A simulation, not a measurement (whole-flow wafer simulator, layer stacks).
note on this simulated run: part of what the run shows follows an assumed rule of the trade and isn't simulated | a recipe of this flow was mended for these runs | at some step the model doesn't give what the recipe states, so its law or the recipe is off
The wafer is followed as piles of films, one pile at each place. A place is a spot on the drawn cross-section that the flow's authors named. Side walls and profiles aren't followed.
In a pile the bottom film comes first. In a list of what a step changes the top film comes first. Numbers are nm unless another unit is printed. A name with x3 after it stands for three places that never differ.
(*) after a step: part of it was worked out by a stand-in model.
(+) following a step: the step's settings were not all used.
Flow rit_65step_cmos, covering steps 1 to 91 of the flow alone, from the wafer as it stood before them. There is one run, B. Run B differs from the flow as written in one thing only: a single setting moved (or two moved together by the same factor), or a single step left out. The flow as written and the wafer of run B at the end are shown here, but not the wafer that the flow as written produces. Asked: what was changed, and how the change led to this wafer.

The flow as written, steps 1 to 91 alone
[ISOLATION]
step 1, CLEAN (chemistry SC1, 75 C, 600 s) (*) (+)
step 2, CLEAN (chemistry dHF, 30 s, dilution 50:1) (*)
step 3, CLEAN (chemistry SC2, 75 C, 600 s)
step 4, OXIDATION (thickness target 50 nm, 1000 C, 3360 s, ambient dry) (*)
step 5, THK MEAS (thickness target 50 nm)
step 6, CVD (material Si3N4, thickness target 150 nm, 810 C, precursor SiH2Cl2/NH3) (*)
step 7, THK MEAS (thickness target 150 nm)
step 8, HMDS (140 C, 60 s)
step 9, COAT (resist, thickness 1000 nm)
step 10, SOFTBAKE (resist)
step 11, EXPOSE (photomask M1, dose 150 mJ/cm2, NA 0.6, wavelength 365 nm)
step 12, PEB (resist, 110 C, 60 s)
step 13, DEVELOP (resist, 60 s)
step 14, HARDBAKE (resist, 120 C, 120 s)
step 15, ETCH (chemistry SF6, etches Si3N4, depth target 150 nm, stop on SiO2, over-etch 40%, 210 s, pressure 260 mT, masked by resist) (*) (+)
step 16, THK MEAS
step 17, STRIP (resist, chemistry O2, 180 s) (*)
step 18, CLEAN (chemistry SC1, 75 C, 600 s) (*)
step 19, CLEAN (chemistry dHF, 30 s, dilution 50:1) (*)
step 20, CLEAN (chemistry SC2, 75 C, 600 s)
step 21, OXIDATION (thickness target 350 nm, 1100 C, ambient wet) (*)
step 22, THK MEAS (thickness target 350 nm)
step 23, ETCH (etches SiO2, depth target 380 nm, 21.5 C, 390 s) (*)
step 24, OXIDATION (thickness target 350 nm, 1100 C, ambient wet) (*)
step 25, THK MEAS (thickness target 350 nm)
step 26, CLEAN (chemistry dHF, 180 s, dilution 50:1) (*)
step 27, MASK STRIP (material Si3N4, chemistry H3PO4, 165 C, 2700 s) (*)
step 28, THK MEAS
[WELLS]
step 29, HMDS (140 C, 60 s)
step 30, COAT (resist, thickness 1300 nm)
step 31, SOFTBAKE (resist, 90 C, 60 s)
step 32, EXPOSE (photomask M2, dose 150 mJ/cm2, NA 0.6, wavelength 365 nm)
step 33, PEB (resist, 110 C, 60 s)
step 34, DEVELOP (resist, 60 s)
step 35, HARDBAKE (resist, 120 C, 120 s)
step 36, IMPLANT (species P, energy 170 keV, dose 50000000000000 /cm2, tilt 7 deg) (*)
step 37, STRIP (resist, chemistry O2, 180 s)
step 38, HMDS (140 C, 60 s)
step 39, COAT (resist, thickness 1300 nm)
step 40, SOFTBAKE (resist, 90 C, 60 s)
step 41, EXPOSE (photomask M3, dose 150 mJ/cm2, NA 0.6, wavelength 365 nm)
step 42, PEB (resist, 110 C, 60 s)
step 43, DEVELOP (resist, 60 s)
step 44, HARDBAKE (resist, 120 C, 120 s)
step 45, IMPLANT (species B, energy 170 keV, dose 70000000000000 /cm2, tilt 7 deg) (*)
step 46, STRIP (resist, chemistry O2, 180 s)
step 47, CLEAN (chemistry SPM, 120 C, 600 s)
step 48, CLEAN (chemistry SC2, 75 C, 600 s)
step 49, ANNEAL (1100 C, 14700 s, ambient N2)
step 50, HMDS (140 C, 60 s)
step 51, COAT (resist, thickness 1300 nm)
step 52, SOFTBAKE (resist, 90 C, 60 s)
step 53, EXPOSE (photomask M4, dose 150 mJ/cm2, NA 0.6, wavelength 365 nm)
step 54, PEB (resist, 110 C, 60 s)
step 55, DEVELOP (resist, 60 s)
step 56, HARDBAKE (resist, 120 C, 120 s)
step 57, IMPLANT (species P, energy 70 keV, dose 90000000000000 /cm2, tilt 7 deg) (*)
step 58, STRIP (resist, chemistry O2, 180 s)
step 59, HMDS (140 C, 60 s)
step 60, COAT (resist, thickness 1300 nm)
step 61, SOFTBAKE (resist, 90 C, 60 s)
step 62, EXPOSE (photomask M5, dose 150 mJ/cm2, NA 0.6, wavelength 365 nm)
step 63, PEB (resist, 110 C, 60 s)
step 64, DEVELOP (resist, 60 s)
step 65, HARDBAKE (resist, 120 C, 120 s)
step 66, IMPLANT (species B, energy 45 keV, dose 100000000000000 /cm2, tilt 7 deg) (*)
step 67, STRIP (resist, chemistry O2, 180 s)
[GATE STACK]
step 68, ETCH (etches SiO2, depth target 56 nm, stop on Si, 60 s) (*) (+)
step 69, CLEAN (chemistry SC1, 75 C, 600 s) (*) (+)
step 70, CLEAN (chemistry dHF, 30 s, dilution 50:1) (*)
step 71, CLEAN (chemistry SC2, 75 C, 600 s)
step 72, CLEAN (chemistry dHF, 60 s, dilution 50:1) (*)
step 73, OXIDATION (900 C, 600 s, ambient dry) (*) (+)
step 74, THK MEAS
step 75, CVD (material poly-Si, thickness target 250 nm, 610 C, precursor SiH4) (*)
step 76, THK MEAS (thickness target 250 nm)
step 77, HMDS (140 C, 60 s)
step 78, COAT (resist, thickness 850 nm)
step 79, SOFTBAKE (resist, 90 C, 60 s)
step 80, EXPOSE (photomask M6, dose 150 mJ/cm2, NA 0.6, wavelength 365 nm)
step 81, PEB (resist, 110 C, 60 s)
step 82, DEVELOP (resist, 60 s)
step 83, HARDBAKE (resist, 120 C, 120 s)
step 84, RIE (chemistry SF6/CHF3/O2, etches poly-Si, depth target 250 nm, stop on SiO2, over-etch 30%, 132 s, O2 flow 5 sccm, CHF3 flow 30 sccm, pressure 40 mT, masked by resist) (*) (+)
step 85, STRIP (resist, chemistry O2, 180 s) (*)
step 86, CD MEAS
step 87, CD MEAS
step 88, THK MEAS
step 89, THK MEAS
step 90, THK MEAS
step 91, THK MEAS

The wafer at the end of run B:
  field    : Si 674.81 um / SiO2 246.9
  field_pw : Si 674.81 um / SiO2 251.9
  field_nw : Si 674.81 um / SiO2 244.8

Cause: step 21, OXIDATION: thickness target 350 nm, 1100 C, ambient wet (*), was skipped.

How this came from the change, step by step:
  step 23, ETCH (etches SiO2, depth target 380 nm, 21.5 C, 390 s) (*)
      active_n, active_p, gate_n and 7 more: Si3N4 loses 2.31 (as written it would have been: SiO2 loses 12 (all of it), Si3N4 loses 3.68)
      field, field_p: SiO2 loses 23.1 (all of it), Si loses 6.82 (as written it would have been: SiO2 loses 351.3 (all of it), Si loses 0.56)
      (also at 2 further places)
  step 24, OXIDATION (thickness target 350 nm, 1100 C, ambient wet) (*)
      gate_n, gate_p, spacer, spacer_p, sd_n, sd_p, contact, m1: SiO2 gains 12 (new film), Si3N4 loses 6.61, SiO2 gains 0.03 (as written it would have been: SiO2 gains 12 (new film), Si3N4 loses 6.61)
  step 27, MASK STRIP (material Si3N4, chemistry H3PO4, 165 C, 2700 s) (*)
      active_n, active_p, gate_n and 7 more: Si3N4 loses 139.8 (all of it), SiO2 loses 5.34 (as written it would have been: Si3N4 loses 131.8 (all of it), SiO2 loses 5.64)
  step 30, COAT (resist, thickness 1300 nm)
      field_pw, field_nw: resist gains 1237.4 (new film) (as written it would have been: resist gains 1313 (new film))
      field: resist gains 1217.3 (new film) (as written it would have been: resist gains 1315.7 (new film))
      (also at 1 further place)
  step 33, PEB (resist, 110 C, 60 s)
      field, field_p: resist loses 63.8 (as written it would have been: resist loses 69.2)
      field_pw, field_nw: resist loses 65.1 (as written it would have been: resist loses 69.1)
  step 34, DEVELOP (resist, 60 s)
      field_nw: resist loses 1172.3 (all of it) (as written it would have been: resist loses 1243.9 (all of it))
      field_p: resist loses 1153.7 (all of it) (as written it would have been: resist loses 1246.5 (all of it))
  step 35, HARDBAKE (resist, 120 C, 120 s)
      field: resist loses 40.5 (as written it would have been: resist loses 44.1)
      field_pw: resist loses 41.5 (as written it would have been: resist loses 44)
  step 37, STRIP (resist, chemistry O2, 180 s)
      field: resist loses 1113 (all of it) (as written it would have been: resist loses 1202.4 (all of it))
      field_pw: resist loses 1130.8 (all of it) (as written it would have been: resist loses 1199.9 (all of it))
  step 39, COAT (resist, thickness 1300 nm)
      field_pw, field_nw: resist gains 1237.4 (new film) (as written it would have been: resist gains 1313 (new film))
      field: resist gains 1217.3 (new film) (as written it would have been: resist gains 1315.7 (new film))
      (also at 1 further place)
  step 42, PEB (resist, 110 C, 60 s)
      field, field_p: resist loses 63.8 (as written it would have been: resist loses 69.2)
      field_pw, field_nw: resist loses 65.1 (as written it would have been: resist loses 69.1)
  step 43, DEVELOP (resist, 60 s)
      field: resist loses 1153.5 (all of it) (as written it would have been: resist loses 1246.5 (all of it))
      field_pw: resist loses 1172.3 (all of it) (as written it would have been: resist loses 1243.9 (all of it))
  step 44, HARDBAKE (resist, 120 C, 120 s)
      field_nw: resist loses 41.5 (as written it would have been: resist loses 44)
      field_p: resist loses 40.5 (as written it would have been: resist loses 44.1)
  step 46, STRIP (resist, chemistry O2, 180 s)
      field_nw: resist loses 1130.8 (all of it) (as written it would have been: resist loses 1199.9 (all of it))
      field_p: resist loses 1113.2 (all of it) (as written it would have been: resist loses 1202.3 (all of it))
  step 51, COAT (resist, thickness 1300 nm)
      field_pw, field_nw: resist gains 1237.4 (new film) (as written it would have been: resist gains 1313 (new film))
      field: resist gains 1217.3 (new film) (as written it would have been: resist gains 1315.7 (new film))
      (also at 1 further place)
  step 54, PEB (resist, 110 C, 60 s)
      field, field_p: resist loses 63.8 (as written it would have been: resist loses 69.2)
      field_pw, field_nw: resist loses 65.1 (as written it would have been: resist loses 69.1)
  step 55, DEVELOP (resist, 60 s)
      field_nw: resist loses 1172.3 (all of it) (as written it would have been: resist loses 1243.9 (all of it))
      field_p: resist loses 1153.7 (all of it) (as written it would have been: resist loses 1246.5 (all of it))
  ... 9 further steps ...
  step 82, DEVELOP (resist, 60 s)
      field: resist loses 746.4 (all of it) (as written it would have been: resist loses 832.7 (all of it))
      field_pw: resist loses 760.4 (all of it) (as written it would have been: resist loses 826 (all of it))
      (also at 2 further places)
